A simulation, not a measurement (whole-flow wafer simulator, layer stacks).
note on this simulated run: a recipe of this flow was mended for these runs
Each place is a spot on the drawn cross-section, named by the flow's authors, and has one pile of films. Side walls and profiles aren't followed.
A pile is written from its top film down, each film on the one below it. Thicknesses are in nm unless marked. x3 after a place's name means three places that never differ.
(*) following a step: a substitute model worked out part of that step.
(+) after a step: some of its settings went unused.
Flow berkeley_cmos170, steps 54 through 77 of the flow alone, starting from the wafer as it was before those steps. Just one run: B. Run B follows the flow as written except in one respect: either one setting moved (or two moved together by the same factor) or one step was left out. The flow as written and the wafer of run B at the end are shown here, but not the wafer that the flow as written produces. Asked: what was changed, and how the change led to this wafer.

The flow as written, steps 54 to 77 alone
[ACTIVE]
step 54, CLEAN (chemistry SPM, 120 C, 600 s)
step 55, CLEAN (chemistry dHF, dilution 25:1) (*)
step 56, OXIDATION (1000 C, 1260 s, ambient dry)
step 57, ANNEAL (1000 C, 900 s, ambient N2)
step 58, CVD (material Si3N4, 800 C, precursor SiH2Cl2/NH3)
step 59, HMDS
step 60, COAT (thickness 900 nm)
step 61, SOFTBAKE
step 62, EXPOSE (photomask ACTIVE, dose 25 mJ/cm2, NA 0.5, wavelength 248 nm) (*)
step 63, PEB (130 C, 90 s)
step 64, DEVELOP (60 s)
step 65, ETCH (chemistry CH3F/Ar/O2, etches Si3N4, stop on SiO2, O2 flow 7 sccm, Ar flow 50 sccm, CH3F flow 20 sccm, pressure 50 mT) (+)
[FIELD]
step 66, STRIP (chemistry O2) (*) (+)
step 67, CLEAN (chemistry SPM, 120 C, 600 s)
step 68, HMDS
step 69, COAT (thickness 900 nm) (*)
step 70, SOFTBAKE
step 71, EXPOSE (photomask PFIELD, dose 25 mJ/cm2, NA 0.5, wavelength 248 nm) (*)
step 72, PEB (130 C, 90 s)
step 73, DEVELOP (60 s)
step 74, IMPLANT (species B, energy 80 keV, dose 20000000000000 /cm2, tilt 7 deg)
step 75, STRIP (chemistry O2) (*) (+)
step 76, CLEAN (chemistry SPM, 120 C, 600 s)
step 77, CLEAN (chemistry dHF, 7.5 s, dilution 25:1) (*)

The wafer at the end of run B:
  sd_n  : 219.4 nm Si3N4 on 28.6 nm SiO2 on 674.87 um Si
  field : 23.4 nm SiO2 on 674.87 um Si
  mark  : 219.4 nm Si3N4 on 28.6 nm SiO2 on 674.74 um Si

What caused this: step 56, OXIDATION: 1008 C was run, though the flow has 1000 C.

The path from the change to this, step by step:
  step 56, OXIDATION (1000 C, 1260 s, ambient dry)
      field, mark, sd_n and 10 more: SiO2 gains 28.6 (new film), Si loses 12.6 (in the flow as written it would be: SiO2 gains 26.6 (new film), Si loses 11.7)
